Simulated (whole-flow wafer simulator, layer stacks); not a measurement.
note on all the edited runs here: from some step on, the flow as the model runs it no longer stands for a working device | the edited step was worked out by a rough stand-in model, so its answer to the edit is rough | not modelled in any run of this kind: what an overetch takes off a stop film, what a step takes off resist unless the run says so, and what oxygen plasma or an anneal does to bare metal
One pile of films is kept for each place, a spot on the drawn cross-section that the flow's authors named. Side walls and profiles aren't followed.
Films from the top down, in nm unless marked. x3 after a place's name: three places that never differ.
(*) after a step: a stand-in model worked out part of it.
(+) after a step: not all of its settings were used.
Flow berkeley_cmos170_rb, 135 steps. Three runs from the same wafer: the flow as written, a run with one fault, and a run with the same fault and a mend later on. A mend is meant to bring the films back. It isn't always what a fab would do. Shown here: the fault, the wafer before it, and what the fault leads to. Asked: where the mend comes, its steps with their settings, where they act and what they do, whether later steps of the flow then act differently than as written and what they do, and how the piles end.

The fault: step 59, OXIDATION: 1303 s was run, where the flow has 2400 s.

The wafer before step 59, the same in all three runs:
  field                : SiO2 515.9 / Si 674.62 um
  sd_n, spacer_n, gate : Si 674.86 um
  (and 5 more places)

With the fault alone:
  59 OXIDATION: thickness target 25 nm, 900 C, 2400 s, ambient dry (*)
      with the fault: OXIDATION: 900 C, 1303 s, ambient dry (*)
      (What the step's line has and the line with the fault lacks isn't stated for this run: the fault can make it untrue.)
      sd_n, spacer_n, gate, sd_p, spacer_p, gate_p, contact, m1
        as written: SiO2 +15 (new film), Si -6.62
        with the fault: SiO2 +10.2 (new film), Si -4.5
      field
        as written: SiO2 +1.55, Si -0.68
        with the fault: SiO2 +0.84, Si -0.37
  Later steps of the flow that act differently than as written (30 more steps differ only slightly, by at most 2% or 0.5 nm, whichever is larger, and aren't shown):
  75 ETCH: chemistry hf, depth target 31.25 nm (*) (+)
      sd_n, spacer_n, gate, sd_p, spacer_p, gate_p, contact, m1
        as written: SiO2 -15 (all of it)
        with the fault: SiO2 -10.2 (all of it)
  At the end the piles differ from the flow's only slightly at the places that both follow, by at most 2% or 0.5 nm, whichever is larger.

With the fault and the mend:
  The mend comes after step 60.
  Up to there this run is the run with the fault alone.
  60a OXIDATION: 900 C, 1073 s, ambient dry (*) (the flow's step 59 once more, with other settings)
      sd_n, spacer_n, gate, sd_p, spacer_p, gate_p, contact, m1
        SiO2 +4.9, Si -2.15
      field
        SiO2 +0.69, Si -0.3
  No later step of the flow acts differently than as written, at any place that is followed, by more than 2% or 0.5 nm, whichever is larger.
  At the end the piles differ from the flow's only slightly at the places that both follow, by at most 2% or 0.5 nm, whichever is larger.
